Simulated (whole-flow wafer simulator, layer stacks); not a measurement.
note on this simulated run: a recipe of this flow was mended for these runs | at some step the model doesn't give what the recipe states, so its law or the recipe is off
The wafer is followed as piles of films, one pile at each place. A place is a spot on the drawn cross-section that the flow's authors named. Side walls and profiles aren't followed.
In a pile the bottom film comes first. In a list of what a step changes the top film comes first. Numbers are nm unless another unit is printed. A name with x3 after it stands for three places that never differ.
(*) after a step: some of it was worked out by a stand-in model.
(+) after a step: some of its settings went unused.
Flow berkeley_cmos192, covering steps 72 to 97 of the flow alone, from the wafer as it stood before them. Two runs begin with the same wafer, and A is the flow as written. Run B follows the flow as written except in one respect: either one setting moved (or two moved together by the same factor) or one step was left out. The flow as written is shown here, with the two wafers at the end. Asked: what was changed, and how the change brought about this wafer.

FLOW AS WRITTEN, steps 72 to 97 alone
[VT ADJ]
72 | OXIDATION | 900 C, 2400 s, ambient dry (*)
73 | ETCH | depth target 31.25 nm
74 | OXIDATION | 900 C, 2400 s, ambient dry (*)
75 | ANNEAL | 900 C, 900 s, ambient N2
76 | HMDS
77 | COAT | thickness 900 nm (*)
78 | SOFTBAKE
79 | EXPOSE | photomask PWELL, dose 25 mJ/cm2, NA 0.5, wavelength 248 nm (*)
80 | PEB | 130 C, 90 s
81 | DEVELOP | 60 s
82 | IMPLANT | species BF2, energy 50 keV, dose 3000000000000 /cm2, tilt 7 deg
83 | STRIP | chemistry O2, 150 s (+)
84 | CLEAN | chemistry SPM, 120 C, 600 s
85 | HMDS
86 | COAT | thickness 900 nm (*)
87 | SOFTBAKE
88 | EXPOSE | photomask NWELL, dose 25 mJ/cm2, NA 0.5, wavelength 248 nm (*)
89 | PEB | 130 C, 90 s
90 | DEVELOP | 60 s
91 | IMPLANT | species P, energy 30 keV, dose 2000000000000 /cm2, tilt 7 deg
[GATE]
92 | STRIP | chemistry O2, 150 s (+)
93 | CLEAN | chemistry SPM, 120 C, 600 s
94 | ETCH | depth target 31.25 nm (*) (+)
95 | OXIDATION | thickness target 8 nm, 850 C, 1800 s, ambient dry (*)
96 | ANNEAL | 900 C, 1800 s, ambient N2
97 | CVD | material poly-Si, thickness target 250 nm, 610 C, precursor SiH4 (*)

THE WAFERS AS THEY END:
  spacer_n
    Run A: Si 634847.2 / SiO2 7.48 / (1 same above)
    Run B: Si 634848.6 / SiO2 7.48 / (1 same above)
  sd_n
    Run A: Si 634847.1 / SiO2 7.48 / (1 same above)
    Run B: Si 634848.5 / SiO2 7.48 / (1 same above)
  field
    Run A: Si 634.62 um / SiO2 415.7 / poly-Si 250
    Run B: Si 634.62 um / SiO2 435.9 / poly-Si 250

What caused this: step 73, ETCH: depth target 10.94 nm was run, whereas the flow has depth target 31.25 nm.

The path from the change to this, step by step:
  73 | ETCH | depth target 31.25 nm
      sd_n, spacer_n, gate, sd_p, spacer_p, gate_p, contact, m1: A SiO2 loses 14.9 (all of it) | B SiO2 loses 10.9
      field: A SiO2 loses 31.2 | B SiO2 loses 10.9
  74 | OXIDATION | 900 C, 2400 s, ambient dry (*)
      sd_n, spacer_n, gate, sd_p, spacer_p, gate_p, contact, m1: A SiO2 gains 14.9 (new film), Si loses 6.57 | B SiO2 gains 11.8, Si loses 5.21
  94 | ETCH | depth target 31.25 nm (*) (+)
      sd_n, spacer_n, gate, sd_p, spacer_p, gate_p, contact, m1: A SiO2 loses 14.9 (all of it) | B SiO2 loses 15.8 (all of it)
